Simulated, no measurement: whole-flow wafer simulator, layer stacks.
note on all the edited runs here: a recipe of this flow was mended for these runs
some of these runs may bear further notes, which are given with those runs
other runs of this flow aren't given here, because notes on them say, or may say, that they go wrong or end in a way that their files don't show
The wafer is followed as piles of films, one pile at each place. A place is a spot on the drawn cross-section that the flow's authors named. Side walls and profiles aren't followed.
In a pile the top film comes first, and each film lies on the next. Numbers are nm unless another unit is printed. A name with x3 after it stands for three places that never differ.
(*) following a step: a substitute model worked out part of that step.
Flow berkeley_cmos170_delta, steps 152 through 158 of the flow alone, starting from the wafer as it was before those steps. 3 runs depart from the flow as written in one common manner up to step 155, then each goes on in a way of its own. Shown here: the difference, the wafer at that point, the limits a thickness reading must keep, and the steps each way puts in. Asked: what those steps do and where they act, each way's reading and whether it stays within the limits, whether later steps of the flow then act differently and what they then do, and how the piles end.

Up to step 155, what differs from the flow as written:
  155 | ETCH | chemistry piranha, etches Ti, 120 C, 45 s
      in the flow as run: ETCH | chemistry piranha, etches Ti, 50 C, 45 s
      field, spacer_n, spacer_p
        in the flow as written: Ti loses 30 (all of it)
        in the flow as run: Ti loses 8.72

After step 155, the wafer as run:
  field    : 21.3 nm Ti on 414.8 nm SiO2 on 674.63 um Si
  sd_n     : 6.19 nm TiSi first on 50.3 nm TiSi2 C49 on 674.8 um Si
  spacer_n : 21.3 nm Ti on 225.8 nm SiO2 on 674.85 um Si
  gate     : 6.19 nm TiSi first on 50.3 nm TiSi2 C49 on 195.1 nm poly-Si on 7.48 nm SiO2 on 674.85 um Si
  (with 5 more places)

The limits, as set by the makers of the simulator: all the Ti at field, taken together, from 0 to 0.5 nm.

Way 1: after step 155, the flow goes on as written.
  Reading after step 155: 21.3 nm, not within the limits.
  Later steps of the flow acting differently than as written (1 more step, not shown, differs only slightly: by at most 2% or 0.5 nm, whichever is larger):
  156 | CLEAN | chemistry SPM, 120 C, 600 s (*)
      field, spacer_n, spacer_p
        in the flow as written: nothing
        going this way: Ti loses 21.3 (all of it)
  At the end the piles are close to the flow's at the places that both follow, differing by at most 2% or 0.5 nm, whichever is larger.

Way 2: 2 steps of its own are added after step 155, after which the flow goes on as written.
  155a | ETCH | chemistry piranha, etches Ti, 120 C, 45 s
      sd_n, gate, sd_p, gate_p, contact x2
        TiSi first loses 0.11
      field, spacer_n, spacer_p
        Ti loses 21.3 (all of it)
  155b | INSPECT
      alters no film at any place that is followed
  Reading after step 155b: 0 nm, inside the limits.
  None of the later steps of the flow differs from how it acts as written, at any place that is followed, by more than 2% or 0.5 nm, whichever is larger.
  At the end the piles are close to the flow's at the places that both follow, differing by at most 2% or 0.5 nm, whichever is larger.

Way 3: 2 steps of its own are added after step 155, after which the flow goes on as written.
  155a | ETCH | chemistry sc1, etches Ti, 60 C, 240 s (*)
      sd_n, gate, gate_p, contact x2
        TiSi first loses 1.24
      spacer_n, spacer_p
        Ti loses 21.3 (all of it), SiO2 loses 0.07
      field
        Ti loses 21.3 (all of it)
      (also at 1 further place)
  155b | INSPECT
      alters no film at any place that is followed
  Reading after step 155b: 0 nm, inside the limits.
  Later steps of the flow acting differently than as written (1 more step, not shown, differs only slightly: by at most 2% or 0.5 nm, whichever is larger):
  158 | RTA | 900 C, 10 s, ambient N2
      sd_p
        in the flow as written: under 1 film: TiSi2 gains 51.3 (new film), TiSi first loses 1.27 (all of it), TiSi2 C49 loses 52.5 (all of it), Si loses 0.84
        going this way: under 1 film: TiSi2 gains 49.5 (new film), TiSi2 C49 loses 52.5 (all of it)
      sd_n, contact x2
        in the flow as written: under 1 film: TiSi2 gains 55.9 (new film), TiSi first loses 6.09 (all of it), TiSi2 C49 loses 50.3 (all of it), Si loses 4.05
        going this way: under 1 film: TiSi2 gains 54.3 (new film), TiSi first loses 4.96 (all of it), TiSi2 C49 loses 50.3 (all of it), Si loses 3.29
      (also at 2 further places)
  At sd_n, gate, sd_p, gate_p, contact x2, the piles at the end differ from the flow's by more than 2% or 0.5 nm, whichever is larger.
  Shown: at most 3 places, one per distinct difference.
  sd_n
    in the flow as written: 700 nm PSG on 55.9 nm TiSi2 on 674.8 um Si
    going this way: 700 nm PSG on 54.3 nm TiSi2 on 674.8 um Si
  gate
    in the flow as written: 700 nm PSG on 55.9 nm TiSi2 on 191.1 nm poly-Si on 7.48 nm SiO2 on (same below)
    going this way: 700 nm PSG on 54.3 nm TiSi2 on 191.8 nm poly-Si on 7.48 nm SiO2 on (same below)
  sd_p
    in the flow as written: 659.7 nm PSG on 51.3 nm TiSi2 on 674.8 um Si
    going this way: 659.5 nm PSG on 49.5 nm TiSi2 on 674.8 um Si

The limits are kept by: way 2, way 3. They are not kept by: way 1.
